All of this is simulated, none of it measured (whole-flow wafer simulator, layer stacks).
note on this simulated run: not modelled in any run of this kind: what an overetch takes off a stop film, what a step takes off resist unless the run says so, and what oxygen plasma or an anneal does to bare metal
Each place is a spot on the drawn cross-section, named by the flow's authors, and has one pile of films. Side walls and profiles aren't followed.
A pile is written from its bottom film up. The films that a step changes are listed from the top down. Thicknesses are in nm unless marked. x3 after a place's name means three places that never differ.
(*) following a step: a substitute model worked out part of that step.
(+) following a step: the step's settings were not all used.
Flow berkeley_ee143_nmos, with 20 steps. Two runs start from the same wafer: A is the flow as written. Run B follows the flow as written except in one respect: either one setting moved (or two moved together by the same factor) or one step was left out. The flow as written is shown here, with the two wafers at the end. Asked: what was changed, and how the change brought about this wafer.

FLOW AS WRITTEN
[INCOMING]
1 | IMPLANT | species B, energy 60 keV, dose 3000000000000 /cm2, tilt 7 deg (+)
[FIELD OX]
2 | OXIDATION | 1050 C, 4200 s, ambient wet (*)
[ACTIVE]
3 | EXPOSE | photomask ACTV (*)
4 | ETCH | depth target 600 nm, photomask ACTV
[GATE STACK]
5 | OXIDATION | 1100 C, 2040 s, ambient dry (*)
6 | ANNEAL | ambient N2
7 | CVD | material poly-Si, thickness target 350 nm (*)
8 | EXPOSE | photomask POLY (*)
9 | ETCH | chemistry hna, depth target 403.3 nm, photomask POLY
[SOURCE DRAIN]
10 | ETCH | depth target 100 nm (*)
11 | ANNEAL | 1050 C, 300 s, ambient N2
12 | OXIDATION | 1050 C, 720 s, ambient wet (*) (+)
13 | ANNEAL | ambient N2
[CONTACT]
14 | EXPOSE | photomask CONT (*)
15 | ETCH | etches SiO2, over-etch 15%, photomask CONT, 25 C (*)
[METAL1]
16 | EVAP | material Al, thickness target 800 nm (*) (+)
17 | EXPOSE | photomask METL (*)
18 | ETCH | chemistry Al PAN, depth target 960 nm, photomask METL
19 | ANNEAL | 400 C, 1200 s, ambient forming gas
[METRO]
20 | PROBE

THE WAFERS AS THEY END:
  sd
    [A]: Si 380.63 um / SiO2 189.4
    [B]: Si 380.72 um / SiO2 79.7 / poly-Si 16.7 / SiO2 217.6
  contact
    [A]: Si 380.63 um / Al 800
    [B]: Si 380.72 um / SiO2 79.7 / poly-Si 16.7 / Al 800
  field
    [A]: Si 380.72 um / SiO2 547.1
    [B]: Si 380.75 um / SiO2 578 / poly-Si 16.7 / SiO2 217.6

Cause: step 9, ETCH: depth target 237.6 nm was run, though the flow has depth target 403.3 nm.

Step by step, how the change led to this:
  9 | ETCH | chemistry hna, depth target 403.3 nm, photomask POLY
      sd, contact, field: A -350 poly-Si (all of it) | B -237.6 poly-Si
  10 | ETCH | depth target 100 nm (*)
      sd, contact: A -79.7 SiO2 (all of it) | B nothing
      field: A -100 SiO2 | B nothing
  12 | OXIDATION | 1050 C, 720 s, ambient wet (*) (+)
      sd, contact: A +189.4 SiO2 (new film), -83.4 Si | B +217.6 SiO2 (new film), -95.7 poly-Si
      field: A +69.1 SiO2, -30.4 Si | B +217.6 SiO2 (new film), -95.7 poly-Si
  15 | ETCH | etches SiO2, over-etch 15%, photomask CONT, 25 C (*)
      contact: A -189.4 SiO2 (all of it) | B -217.6 SiO2 (all of it)
